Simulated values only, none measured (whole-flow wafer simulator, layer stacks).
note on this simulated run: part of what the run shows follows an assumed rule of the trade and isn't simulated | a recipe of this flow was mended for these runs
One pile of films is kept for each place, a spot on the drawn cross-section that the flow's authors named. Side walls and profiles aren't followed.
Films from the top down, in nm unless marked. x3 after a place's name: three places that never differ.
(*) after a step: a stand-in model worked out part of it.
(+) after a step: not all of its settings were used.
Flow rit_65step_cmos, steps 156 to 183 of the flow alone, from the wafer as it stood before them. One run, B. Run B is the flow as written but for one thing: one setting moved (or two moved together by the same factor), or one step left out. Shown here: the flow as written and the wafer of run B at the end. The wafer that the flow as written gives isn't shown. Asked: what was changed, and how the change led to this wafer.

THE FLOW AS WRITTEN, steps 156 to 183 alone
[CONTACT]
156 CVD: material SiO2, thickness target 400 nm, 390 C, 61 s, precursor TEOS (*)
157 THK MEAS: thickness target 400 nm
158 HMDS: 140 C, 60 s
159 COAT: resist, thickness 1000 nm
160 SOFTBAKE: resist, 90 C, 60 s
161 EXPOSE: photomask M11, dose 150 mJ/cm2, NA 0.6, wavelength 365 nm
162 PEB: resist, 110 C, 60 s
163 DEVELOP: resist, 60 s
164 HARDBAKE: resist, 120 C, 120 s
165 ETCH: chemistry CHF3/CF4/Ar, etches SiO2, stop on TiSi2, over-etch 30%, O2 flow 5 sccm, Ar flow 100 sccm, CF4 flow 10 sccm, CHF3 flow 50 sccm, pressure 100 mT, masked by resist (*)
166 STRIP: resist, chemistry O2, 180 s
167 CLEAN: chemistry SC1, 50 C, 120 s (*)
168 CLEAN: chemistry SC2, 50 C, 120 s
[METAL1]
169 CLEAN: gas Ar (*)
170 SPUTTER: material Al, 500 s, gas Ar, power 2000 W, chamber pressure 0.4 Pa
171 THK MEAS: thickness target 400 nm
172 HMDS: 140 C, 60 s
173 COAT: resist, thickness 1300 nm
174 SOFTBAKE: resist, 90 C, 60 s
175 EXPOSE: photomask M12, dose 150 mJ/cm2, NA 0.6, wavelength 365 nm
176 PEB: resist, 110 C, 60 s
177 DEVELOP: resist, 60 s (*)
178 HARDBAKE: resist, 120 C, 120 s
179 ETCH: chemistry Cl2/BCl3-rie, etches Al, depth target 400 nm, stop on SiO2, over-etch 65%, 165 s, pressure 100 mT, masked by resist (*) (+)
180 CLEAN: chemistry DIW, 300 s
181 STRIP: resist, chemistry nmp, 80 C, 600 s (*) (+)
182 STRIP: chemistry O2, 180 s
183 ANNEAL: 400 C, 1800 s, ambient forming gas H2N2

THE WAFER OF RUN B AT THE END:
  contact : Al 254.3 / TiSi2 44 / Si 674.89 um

The cause: step 165, ETCH: over-etch 47.6% was run, where the flow has over-etch 30%.

How the change led to this, step by step:
  165 ETCH: chemistry CHF3/CF4/Ar, etches SiO2, stop on TiSi2, over-etch 30%, O2 flow 5 sccm, Ar flow 100 sccm, CF4 flow 10 sccm, CHF3 flow 50 sccm, pressure 100 mT, masked by resist (*)
      field, field_pw, field_nw and 10 more: resist -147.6 (as written it would be: resist -130)
      contact: SiO2 -400 (all of it), TiSi2 -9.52 (as written it would be: SiO2 -400 (all of it), TiSi2 -6)
  166 STRIP: resist, chemistry O2, 180 s
      active_n, active_p: resist -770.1 (all of it) (as written it would be: resist -787.7 (all of it))
      field: resist -829.4 (all of it) (as written it would be: resist -847 (all of it))
      (and at 10 more places)
